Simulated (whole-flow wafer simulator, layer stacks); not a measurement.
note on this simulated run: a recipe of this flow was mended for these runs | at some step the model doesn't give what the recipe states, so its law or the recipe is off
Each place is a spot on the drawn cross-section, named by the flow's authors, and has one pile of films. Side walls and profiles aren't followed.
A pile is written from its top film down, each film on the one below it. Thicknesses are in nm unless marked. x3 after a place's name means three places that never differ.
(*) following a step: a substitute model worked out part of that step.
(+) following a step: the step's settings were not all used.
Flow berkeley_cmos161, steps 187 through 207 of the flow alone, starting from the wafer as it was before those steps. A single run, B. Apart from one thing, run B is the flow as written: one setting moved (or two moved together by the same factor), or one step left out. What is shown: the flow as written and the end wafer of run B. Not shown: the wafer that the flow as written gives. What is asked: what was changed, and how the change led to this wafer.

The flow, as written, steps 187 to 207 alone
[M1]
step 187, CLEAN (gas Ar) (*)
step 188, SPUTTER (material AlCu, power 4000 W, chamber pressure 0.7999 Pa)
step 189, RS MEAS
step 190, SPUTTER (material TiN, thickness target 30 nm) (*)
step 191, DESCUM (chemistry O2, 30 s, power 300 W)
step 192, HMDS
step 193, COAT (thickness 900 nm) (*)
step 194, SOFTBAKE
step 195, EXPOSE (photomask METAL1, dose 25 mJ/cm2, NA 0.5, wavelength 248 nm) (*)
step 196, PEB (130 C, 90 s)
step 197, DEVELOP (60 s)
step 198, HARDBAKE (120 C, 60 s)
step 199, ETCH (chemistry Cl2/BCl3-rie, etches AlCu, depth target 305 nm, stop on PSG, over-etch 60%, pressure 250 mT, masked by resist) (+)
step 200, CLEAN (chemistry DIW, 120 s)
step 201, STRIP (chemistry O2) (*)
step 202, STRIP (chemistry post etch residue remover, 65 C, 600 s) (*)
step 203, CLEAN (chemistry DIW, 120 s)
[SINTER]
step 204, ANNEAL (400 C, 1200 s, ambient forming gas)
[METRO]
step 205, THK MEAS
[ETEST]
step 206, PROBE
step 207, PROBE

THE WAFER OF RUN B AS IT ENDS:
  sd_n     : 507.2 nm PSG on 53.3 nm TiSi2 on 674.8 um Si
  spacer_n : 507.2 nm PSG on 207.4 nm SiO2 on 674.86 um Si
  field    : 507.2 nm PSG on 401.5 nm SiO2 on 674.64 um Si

What caused this: step 199, ETCH: depth target 378 nm was run, while the flow as written has depth target 305 nm.

The path from the change to this, step by step:
  step 199, ETCH (chemistry Cl2/BCl3-rie, etches AlCu, depth target 305 nm, stop on PSG, over-etch 60%, pressure 250 mT, masked by resist) (+)
      field, sd_n, spacer_n, gate_n, spacer_p, gate_p: TiN loses 30 (all of it), AlCu loses 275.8 (all of it), PSG loses 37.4 (it would be, as written: TiN loses 30 (all of it), AlCu loses 275.8 (all of it), PSG loses 22.8)
      contact, m1: KrF-resist loses 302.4 (it would be, as written: KrF-resist loses 244)
      (as well as at 1 more place)
  step 201, STRIP (chemistry O2) (*)
      contact: KrF-resist loses 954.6 (all of it) (it would be, as written: KrF-resist loses 1013 (all of it))
      m1: KrF-resist loses 479.1 (all of it) (it would be, as written: KrF-resist loses 537.5 (all of it))
